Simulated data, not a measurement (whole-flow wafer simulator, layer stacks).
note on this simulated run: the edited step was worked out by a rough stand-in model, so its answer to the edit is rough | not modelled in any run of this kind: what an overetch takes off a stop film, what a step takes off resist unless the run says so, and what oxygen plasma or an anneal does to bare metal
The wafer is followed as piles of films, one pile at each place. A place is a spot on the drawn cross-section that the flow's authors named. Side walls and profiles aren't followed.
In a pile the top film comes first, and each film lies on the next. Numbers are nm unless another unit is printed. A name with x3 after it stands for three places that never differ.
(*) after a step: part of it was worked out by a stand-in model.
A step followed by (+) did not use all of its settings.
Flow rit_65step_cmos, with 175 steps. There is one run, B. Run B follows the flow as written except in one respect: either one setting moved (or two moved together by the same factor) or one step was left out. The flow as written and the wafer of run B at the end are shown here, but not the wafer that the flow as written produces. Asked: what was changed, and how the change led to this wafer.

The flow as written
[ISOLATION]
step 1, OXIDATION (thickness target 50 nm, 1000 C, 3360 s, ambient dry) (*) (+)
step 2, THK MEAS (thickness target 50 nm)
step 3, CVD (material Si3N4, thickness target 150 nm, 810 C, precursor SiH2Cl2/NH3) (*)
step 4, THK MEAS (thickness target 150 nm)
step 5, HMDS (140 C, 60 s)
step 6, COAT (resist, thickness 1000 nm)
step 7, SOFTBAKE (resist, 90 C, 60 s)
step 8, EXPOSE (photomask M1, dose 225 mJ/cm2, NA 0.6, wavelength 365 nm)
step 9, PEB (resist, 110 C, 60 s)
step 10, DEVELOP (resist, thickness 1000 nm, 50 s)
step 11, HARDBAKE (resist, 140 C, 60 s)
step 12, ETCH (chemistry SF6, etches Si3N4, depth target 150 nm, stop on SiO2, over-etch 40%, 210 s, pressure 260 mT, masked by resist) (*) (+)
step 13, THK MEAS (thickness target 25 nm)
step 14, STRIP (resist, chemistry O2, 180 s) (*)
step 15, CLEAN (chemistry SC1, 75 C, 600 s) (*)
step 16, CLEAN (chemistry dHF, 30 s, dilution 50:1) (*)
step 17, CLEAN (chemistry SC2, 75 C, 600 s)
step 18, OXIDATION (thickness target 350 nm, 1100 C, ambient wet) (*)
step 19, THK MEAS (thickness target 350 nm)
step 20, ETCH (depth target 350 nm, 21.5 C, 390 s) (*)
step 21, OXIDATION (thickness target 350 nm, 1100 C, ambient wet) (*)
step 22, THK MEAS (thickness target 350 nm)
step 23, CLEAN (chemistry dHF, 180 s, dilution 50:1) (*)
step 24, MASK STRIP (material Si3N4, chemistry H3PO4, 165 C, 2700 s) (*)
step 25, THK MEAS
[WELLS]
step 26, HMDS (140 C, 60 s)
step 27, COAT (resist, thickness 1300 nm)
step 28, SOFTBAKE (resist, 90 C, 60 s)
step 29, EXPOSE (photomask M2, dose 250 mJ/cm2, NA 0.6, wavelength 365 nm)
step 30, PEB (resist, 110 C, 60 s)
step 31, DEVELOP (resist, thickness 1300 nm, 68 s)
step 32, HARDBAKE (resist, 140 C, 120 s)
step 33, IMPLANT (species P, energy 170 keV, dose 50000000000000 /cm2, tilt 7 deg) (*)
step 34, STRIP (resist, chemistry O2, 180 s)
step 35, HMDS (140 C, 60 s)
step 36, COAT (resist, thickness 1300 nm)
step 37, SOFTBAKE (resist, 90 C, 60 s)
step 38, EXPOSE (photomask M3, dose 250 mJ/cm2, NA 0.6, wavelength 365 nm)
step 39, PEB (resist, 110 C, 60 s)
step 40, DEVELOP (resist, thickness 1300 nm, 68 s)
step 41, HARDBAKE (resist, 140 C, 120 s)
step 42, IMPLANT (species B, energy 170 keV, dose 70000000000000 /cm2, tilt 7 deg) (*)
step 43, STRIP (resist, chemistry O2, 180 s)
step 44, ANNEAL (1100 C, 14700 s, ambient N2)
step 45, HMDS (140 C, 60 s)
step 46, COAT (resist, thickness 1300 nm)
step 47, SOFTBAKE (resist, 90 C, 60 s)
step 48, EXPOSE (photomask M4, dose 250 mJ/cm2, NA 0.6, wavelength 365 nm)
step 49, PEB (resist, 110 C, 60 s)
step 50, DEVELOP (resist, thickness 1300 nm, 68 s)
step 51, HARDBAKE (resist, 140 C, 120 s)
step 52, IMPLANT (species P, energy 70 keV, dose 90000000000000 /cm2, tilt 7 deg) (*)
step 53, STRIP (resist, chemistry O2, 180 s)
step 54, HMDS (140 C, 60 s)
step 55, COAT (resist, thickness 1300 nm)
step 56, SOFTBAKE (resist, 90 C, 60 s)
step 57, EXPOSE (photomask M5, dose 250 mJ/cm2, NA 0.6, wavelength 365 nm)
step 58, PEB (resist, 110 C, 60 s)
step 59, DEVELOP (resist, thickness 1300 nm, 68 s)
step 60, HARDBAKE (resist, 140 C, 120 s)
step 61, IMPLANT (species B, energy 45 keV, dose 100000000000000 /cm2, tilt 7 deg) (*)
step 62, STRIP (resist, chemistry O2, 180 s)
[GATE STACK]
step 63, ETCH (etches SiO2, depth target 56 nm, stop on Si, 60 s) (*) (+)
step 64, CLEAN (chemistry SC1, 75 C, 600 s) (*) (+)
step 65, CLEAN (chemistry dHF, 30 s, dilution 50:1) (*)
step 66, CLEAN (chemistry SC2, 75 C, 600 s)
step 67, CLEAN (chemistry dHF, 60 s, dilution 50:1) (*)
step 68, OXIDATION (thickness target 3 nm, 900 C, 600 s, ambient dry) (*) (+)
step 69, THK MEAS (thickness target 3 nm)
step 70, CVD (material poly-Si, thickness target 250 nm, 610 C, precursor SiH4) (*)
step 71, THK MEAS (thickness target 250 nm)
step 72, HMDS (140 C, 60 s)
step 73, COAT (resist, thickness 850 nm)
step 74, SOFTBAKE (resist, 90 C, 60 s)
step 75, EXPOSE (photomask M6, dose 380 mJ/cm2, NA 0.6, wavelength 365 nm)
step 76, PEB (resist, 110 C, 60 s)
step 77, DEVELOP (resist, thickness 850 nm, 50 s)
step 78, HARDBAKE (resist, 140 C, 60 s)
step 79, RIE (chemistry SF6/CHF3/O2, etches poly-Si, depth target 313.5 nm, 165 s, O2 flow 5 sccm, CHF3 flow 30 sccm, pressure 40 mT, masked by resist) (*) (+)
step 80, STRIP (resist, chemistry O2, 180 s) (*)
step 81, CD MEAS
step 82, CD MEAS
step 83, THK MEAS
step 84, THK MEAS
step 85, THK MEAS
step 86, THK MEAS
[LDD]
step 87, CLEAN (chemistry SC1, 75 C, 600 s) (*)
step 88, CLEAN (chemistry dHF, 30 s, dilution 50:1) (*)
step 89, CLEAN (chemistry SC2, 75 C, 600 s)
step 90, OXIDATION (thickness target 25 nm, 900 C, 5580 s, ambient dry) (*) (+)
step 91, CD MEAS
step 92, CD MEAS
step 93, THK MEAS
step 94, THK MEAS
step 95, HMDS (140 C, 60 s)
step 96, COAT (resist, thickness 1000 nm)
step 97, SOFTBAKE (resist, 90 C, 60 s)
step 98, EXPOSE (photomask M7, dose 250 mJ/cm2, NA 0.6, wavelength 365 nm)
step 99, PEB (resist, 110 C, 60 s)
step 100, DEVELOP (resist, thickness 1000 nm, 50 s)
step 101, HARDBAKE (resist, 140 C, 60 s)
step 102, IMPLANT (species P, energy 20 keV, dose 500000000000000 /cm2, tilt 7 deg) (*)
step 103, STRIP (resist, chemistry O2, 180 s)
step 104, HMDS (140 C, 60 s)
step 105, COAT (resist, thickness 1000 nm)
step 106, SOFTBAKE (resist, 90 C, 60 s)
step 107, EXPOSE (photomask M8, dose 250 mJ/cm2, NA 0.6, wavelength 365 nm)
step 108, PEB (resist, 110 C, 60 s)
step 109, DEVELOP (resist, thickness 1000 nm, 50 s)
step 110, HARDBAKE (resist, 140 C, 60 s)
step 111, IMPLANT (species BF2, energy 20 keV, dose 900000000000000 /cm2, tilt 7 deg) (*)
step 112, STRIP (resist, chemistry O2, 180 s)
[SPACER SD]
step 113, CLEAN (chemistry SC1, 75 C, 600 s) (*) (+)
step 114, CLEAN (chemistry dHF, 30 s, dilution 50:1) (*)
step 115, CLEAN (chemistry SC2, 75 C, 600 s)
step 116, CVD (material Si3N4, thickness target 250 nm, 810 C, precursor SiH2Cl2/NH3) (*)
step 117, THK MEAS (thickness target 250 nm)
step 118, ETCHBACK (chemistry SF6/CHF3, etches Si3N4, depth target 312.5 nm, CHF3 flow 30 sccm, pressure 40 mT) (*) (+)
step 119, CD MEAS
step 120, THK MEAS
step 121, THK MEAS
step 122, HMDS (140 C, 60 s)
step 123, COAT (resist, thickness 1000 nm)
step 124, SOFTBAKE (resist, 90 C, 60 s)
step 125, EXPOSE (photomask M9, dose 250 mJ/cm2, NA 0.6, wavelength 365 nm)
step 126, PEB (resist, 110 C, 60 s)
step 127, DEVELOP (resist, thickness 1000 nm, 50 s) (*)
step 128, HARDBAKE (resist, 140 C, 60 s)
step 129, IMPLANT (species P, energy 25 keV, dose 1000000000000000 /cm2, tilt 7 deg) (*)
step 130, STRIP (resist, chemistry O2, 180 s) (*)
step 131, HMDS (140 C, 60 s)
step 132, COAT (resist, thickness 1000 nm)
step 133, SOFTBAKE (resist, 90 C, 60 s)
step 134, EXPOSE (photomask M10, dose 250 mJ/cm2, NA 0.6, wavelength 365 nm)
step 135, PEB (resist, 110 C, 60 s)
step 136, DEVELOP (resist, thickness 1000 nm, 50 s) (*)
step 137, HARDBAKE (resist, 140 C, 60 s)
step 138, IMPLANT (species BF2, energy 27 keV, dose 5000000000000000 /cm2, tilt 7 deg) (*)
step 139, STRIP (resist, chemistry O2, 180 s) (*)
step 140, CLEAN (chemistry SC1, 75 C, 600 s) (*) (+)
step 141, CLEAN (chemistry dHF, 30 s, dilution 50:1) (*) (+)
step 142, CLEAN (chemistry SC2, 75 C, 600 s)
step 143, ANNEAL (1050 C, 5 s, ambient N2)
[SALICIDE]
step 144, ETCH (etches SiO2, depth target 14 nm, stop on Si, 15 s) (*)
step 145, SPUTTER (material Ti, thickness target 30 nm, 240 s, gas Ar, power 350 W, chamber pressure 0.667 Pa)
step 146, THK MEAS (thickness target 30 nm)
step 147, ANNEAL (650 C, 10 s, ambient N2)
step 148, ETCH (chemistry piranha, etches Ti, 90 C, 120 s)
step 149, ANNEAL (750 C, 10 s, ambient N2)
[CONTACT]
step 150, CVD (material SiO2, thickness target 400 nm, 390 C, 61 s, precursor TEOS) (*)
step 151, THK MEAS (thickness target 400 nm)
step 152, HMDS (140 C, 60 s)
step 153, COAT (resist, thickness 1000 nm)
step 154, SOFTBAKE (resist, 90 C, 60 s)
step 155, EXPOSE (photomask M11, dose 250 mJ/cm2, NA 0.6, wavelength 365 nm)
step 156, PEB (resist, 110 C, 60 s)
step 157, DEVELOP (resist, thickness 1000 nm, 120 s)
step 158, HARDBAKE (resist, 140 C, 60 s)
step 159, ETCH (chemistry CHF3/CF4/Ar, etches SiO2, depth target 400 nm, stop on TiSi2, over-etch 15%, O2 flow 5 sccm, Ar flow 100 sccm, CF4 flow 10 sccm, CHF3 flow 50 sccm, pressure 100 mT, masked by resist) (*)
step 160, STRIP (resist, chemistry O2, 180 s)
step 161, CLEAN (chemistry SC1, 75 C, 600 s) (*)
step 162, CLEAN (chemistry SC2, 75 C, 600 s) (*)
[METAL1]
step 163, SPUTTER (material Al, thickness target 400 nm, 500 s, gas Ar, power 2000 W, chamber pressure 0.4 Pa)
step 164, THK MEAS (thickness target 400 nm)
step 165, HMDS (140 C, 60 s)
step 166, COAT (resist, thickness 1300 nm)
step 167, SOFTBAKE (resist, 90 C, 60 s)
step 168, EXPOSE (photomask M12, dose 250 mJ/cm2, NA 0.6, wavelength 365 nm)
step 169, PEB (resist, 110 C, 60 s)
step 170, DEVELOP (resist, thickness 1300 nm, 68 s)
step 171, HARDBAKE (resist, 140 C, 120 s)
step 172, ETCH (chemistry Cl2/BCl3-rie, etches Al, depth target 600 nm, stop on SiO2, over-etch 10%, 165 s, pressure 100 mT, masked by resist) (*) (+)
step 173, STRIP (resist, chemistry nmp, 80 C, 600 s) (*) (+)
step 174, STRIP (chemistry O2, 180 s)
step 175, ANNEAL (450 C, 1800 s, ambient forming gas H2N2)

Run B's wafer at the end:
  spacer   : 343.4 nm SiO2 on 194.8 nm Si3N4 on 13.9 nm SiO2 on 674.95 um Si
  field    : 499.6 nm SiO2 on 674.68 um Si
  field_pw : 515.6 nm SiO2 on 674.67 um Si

Cause: step 150, CVD: thickness target 380 nm was run, whereas the flow has thickness target 400 nm.

How this came from the change, step by step:
  step 150, CVD (material SiO2, thickness target 400 nm, 390 C, 61 s, precursor TEOS) (*)
      field, field_pw, field_nw, field_p: SiO2 gains 380 (in the flow as written it would be: SiO2 gains 400)
      spacer, spacer_p: SiO2 gains 380 (new film) (in the flow as written it would be: SiO2 gains 400 (new film))
      (and at 2 other places as well)
  step 159, ETCH (chemistry CHF3/CF4/Ar, etches SiO2, depth target 400 nm, stop on TiSi2, over-etch 15%, O2 flow 5 sccm, Ar flow 100 sccm, CF4 flow 10 sccm, CHF3 flow 50 sccm, pressure 100 mT, masked by resist) (*)
      field, field_pw, field_nw, field_p, gate_n, gate_p, spacer, spacer_p: resist loses 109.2 (in the flow as written it would be: resist loses 115)
